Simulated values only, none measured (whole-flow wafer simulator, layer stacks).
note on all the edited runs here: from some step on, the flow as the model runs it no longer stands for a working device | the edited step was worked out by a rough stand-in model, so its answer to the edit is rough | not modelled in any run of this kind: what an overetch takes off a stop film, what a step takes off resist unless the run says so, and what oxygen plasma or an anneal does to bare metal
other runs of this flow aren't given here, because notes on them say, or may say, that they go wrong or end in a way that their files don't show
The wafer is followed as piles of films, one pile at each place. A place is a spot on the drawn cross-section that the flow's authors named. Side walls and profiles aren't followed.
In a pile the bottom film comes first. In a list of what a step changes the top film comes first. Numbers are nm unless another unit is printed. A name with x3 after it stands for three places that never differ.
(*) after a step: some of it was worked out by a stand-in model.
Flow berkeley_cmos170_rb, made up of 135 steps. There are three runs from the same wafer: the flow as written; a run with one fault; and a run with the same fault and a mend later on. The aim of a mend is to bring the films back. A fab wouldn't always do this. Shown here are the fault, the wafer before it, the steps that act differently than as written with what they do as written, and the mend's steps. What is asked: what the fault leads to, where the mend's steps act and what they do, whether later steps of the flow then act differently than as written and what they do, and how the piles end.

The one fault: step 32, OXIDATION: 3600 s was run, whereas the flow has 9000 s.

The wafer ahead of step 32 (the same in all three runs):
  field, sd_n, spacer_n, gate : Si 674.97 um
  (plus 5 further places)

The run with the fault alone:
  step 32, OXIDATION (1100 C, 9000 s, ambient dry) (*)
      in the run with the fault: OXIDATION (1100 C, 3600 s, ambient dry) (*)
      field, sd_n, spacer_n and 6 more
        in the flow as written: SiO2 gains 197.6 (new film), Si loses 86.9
        in the run with the fault: SiO2 gains 112.4 (new film), Si loses 49.5
  Later steps of the flow acting differently than as written:
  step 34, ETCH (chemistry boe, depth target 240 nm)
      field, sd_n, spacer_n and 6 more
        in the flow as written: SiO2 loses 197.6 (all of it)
        in the run with the fault: SiO2 loses 112.4 (all of it)
  When the end is reached, the piles differ only a little from the flow's at the places that both follow, at most by 2% or 0.5 nm, whichever is larger.

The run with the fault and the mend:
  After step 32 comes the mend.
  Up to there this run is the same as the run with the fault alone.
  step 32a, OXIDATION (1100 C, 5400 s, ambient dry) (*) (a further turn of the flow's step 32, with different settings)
      field, sd_n, spacer_n and 6 more
        SiO2 gains 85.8, Si loses 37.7
  Later steps of the flow that are run all act as written at every place that is followed, up to a difference of at most 2% or 0.5 nm, whichever is larger.
  When the end is reached, the piles differ only a little from the flow's at the places that both follow, at most by 2% or 0.5 nm, whichever is larger.
